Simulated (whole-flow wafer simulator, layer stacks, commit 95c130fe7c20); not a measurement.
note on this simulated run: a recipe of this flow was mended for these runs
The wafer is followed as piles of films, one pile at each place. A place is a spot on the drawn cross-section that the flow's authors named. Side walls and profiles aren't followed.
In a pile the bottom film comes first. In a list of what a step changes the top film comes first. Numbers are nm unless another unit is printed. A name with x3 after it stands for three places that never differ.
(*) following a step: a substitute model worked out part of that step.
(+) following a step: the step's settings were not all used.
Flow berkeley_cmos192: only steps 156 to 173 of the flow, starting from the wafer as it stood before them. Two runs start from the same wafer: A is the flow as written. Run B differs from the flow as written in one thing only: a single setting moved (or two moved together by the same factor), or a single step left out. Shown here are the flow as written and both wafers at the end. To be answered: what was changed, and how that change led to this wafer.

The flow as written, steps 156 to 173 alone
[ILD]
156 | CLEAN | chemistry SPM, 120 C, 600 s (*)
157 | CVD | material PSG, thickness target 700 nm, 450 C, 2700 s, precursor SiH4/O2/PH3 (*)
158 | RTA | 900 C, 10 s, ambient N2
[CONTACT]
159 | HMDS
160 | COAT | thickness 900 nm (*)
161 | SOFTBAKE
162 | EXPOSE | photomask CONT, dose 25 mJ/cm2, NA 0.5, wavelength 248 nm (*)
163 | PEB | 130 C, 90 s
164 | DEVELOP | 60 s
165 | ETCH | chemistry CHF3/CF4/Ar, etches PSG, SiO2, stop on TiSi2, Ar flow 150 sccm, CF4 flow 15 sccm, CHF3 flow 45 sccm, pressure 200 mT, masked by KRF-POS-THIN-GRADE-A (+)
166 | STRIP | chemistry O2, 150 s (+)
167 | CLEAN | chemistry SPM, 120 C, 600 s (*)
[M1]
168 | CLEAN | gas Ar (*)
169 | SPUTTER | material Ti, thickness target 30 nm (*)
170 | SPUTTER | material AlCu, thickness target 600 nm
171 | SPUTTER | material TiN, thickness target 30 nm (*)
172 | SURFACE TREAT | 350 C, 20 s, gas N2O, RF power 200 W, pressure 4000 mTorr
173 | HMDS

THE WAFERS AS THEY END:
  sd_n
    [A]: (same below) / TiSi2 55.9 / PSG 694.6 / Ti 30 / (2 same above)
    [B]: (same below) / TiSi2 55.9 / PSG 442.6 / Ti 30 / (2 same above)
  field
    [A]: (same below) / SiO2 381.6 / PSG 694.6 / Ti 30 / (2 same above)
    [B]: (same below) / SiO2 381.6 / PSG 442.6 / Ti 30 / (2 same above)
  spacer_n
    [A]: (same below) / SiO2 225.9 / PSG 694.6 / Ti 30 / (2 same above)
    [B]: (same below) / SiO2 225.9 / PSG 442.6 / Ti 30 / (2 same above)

The reason: step 157, CVD: thickness target 448 nm was run, though the flow has thickness target 700 nm; step 157, CVD: 1728 s was run, where the flow has 2700 s.

Step by step, how the change led to this:
  157 | CVD | material PSG, thickness target 700 nm, 450 C, 2700 s, precursor SiH4/O2/PH3 (*)
      field, sd_n, spacer_n, gate, spacer_p, gate_p, contact, m1: A +700 PSG (new film) | B +448 PSG (new film)
      sd_p: A +668 PSG (new film) | B +429.8 PSG (new film)
  165 | ETCH | chemistry CHF3/CF4/Ar, etches PSG, SiO2, stop on TiSi2, Ar flow 150 sccm, CF4 flow 15 sccm, CHF3 flow 45 sccm, pressure 200 mT, masked by KRF-POS-THIN-GRADE-A (+)
      field, sd_n, spacer_n, gate, sd_p, spacer_p, gate_p, m1: A -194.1 KrF-resist | B -131.1 KrF-resist
      contact: A -700 PSG (all of it), -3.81 TiSi2 | B -448 PSG (all of it), -3.81 TiSi2
  166 | STRIP | chemistry O2, 150 s (+)
      field: A -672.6 KrF-resist (all of it) | B -732.2 KrF-resist (all of it)
      sd_n: A -784.4 KrF-resist (all of it) | B -845.9 KrF-resist (all of it)
      (as well as at 6 more places)
  169 | SPUTTER | material Ti, thickness target 30 nm (*)
      contact: A +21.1 Ti (new film) | B +24.1 Ti (new film)
  170 | SPUTTER | material AlCu, thickness target 600 nm
      contact: A +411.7 AlCu (new film) | B +480.4 AlCu (new film)
  171 | SPUTTER | material TiN, thickness target 30 nm (*)
      contact: A +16 TiN (new film) | B +22.7 TiN (new film)
